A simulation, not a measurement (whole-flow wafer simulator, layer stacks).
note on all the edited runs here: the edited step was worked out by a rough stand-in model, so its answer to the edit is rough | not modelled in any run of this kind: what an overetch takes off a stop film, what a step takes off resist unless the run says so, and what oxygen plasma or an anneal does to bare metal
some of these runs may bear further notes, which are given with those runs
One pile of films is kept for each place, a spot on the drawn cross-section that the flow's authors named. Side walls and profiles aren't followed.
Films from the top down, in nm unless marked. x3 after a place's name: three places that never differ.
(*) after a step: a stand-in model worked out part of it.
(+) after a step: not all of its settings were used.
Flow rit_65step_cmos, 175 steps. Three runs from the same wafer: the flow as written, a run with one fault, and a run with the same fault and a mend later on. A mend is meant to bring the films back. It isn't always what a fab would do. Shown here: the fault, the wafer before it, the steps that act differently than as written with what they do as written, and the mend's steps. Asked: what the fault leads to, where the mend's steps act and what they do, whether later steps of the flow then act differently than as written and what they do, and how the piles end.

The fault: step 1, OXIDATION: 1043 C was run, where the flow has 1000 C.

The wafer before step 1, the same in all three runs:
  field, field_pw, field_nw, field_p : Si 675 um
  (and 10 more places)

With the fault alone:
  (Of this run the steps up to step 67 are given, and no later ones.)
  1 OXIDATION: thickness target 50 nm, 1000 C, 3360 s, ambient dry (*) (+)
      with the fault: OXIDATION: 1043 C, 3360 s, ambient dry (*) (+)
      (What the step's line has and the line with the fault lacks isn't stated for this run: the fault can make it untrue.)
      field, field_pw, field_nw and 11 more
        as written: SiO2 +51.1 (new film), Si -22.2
        with the fault: SiO2 +75.5 (new film), Si -32.9
  Later steps of the flow that act differently than as written (21 more steps differ only slightly, by at most 2% or 0.5 nm, whichever is larger, and aren't shown):
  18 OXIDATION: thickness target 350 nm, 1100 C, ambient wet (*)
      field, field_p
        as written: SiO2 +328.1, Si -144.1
        with the fault: SiO2 +311, Si -136.6
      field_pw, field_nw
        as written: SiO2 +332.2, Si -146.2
        with the fault: SiO2 +314.7, Si -138.4
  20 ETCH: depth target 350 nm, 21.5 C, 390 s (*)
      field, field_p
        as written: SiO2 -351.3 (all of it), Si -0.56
        with the fault: SiO2 -358.6 (all of it), Si -0.42
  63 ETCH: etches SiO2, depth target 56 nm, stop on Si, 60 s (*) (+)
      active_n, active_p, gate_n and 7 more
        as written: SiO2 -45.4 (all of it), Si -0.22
        with the fault: SiO2 -56
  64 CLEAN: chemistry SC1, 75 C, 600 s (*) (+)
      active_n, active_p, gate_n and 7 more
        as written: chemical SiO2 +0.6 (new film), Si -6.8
        with the fault: SiO2 -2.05
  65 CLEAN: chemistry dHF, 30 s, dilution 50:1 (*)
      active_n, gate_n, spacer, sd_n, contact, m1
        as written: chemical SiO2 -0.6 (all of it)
        with the fault: SiO2 -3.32
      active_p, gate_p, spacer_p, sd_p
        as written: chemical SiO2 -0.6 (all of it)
        with the fault: SiO2 -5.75
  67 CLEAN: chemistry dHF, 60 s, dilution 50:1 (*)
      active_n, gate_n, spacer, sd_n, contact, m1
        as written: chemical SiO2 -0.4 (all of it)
        with the fault: SiO2 -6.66
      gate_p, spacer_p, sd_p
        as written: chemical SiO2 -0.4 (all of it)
        with the fault: SiO2 -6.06 (all of it)
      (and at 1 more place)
  After step 67 the piles differ from the flow's by more than 2% or 0.5 nm, whichever is larger, at active_n, gate_n, spacer, sd_n, contact, m1.
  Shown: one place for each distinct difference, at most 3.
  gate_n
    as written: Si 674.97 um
    with the fault: SiO2 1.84 / Si 674.97 um
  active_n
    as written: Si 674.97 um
    with the fault: SiO2 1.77 / Si 674.97 um

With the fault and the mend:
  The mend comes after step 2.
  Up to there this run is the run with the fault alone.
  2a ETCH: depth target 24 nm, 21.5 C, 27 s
      field, field_pw, field_nw and 11 more
        SiO2 -24
  No later step of the flow acts differently than as written, at any place that is followed, by more than 2% or 0.5 nm, whichever is larger.
  At the end the piles differ from the flow's only slightly at the places that both follow, by at most 2% or 0.5 nm, whichever is larger.
